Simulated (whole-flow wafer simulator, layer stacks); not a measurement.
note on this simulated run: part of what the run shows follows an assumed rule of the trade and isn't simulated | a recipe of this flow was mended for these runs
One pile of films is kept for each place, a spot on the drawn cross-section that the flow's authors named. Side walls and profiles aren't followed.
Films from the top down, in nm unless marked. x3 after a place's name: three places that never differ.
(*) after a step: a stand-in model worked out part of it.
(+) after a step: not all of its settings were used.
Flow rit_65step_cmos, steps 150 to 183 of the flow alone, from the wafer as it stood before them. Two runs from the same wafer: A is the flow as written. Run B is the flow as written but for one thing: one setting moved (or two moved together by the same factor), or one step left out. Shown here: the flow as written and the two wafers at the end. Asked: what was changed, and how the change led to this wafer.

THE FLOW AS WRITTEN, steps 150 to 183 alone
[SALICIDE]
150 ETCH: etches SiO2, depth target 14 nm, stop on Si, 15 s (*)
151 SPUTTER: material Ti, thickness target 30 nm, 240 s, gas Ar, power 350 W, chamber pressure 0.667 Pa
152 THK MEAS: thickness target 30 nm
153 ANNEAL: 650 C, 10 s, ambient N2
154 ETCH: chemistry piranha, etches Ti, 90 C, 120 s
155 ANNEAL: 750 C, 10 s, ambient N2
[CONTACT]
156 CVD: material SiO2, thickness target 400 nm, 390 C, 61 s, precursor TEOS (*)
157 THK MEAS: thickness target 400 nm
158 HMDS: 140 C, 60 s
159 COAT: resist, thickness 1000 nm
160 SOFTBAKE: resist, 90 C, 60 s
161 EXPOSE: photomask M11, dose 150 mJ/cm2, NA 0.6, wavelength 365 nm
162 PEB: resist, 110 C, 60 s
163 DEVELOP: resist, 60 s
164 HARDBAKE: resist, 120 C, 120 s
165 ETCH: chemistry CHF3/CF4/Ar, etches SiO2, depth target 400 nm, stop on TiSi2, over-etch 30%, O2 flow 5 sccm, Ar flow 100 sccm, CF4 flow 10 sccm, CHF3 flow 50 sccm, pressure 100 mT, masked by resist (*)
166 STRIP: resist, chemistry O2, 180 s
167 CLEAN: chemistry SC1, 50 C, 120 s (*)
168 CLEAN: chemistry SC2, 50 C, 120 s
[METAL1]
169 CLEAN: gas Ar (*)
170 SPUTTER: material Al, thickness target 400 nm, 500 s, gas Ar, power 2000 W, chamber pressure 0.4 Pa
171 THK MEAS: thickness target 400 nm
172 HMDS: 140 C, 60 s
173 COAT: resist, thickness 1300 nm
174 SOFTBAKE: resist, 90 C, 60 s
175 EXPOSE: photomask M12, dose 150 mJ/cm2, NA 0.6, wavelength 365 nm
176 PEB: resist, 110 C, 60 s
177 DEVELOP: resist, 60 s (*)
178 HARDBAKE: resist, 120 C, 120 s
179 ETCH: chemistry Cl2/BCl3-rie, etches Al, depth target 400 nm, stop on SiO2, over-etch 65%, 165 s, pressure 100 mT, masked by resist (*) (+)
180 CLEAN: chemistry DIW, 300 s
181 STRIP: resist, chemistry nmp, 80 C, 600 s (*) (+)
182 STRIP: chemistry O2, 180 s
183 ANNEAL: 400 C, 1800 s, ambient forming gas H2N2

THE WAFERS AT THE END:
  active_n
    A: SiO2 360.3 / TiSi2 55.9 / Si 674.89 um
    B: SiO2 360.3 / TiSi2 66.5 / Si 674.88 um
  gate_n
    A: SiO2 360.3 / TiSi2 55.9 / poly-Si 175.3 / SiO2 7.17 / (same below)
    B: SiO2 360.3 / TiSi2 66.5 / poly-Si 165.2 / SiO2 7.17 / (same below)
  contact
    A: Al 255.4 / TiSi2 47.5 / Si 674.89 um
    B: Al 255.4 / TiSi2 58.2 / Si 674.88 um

The cause: step 151, SPUTTER: thickness target 48 nm was run, where the flow has thickness target 30 nm; step 151, SPUTTER: 384 s was run, where the flow has 240 s.

How the change led to this, step by step:
  151 SPUTTER: material Ti, thickness target 30 nm, 240 s, gas Ar, power 350 W, chamber pressure 0.667 Pa
      field, field_pw, field_nw and 11 more: A Ti +30 (new film) | B Ti +48 (new film)
  153 ANNEAL: 650 C, 10 s, ambient N2
      active_n, active_p, sd_n, sd_p, contact, m1: A Ti -23.4, TiSi first +15 (new film), TiSi2 C49 +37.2 (new film), Si -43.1 | B Ti -27.8, TiSi first +28.8 (new film), TiSi2 C49 +28 (new film), Si -44.1
      gate_n, gate_p: A Ti -23.4, TiSi first +15 (new film), TiSi2 C49 +37.2 (new film), poly-Si -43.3 | B Ti -27.8, TiSi first +28.8 (new film), TiSi2 C49 +28 (new film), poly-Si -44.2
  154 ETCH: chemistry piranha, etches Ti, 90 C, 120 s
      active_n, active_p, gate_n, gate_p, sd_n, sd_p, contact, m1: A Ti -6.6 (all of it), TiSi first -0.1 | B Ti -20.2 (all of it), TiSi first -0.09
      field, field_pw, field_nw, field_p, spacer, spacer_p: A Ti -30 (all of it) | B Ti -48 (all of it)
  155 ANNEAL: 750 C, 10 s, ambient N2
      active_n, active_p, sd_n, sd_p, contact, m1: A TiSi2 +55.9 (new film), TiSi first -14.9 (all of it), TiSi2 C49 -37.2 (all of it), Si -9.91 | B TiSi2 +66.5 (new film), TiSi first -28.7 (all of it), TiSi2 C49 -28 (all of it), Si -19
      gate_n, gate_p: A TiSi2 +55.9 (new film), TiSi first -14.9 (all of it), TiSi2 C49 -37.2 (all of it), poly-Si -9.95 | B TiSi2 +66.5 (new film), TiSi first -28.7 (all of it), TiSi2 C49 -28 (all of it), poly-Si -19.1
